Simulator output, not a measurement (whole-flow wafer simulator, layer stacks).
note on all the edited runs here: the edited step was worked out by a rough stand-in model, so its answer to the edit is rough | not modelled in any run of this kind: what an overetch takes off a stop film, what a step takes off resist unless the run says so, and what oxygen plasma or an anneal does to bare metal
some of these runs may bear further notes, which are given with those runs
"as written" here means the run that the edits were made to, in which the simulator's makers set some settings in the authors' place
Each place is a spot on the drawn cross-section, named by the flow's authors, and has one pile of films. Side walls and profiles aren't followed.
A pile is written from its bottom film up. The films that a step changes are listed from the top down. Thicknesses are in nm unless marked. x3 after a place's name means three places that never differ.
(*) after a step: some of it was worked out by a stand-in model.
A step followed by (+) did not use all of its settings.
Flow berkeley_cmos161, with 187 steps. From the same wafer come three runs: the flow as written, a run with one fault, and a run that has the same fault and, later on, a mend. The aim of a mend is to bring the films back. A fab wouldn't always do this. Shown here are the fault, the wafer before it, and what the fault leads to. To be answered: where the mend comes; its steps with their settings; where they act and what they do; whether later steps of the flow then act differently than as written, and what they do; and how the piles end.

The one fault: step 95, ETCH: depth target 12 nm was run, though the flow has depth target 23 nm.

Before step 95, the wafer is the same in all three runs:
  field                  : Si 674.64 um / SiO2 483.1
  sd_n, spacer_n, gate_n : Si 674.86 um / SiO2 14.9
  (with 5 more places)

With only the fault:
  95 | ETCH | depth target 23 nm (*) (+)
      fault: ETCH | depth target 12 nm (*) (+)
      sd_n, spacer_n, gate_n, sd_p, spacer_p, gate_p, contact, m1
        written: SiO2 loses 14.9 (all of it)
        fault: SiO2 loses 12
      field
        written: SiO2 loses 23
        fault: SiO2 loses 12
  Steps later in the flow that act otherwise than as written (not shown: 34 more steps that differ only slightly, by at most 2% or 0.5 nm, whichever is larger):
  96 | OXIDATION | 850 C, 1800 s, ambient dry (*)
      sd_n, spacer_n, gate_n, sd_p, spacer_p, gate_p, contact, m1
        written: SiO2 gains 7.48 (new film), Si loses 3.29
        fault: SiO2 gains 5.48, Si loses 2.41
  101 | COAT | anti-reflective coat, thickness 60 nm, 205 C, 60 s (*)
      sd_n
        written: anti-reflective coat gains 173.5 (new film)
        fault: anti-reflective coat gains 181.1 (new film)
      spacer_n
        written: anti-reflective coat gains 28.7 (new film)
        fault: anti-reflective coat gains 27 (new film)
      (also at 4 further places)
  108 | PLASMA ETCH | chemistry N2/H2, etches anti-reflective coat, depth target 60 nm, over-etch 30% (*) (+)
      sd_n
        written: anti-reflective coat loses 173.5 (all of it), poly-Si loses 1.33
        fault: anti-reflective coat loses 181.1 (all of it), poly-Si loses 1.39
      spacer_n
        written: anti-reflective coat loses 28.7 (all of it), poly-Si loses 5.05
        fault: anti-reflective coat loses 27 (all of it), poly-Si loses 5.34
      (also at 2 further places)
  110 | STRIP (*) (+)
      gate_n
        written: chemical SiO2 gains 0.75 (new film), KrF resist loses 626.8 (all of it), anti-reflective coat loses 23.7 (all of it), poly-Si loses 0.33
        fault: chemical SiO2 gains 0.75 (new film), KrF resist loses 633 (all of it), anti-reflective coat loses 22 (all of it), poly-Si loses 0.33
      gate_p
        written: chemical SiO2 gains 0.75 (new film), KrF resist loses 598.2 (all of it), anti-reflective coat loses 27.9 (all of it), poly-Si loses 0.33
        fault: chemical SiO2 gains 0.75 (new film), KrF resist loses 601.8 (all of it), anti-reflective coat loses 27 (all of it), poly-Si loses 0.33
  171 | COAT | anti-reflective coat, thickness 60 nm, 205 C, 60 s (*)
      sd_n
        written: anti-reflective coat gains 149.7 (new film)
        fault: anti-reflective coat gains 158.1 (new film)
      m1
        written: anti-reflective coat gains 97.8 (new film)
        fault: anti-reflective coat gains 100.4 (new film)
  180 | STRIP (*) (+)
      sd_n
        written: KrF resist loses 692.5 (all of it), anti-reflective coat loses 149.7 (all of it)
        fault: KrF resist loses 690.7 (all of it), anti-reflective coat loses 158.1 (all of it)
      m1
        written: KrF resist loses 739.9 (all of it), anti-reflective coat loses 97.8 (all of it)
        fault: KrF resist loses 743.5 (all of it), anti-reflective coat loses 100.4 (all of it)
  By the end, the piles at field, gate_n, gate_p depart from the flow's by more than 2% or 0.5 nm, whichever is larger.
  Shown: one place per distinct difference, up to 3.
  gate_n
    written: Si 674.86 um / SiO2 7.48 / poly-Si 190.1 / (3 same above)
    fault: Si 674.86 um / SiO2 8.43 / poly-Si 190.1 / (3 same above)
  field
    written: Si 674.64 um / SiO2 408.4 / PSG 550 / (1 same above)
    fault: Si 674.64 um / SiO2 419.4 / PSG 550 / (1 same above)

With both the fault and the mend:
  The mend stands after step 95.
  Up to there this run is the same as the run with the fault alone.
  95a | ETCH | depth target 11 nm (*) (+) (the flow's step 95, run once more with other settings)
      sd_n, spacer_n, gate_n, sd_p, spacer_p, gate_p, contact, m1
        SiO2 loses 2.94 (all of it)
      field
        SiO2 loses 11
  None of the later steps of the flow acts differently than as written at any place that is followed.
  By the end, the piles equal the flow's at every place that both follow.
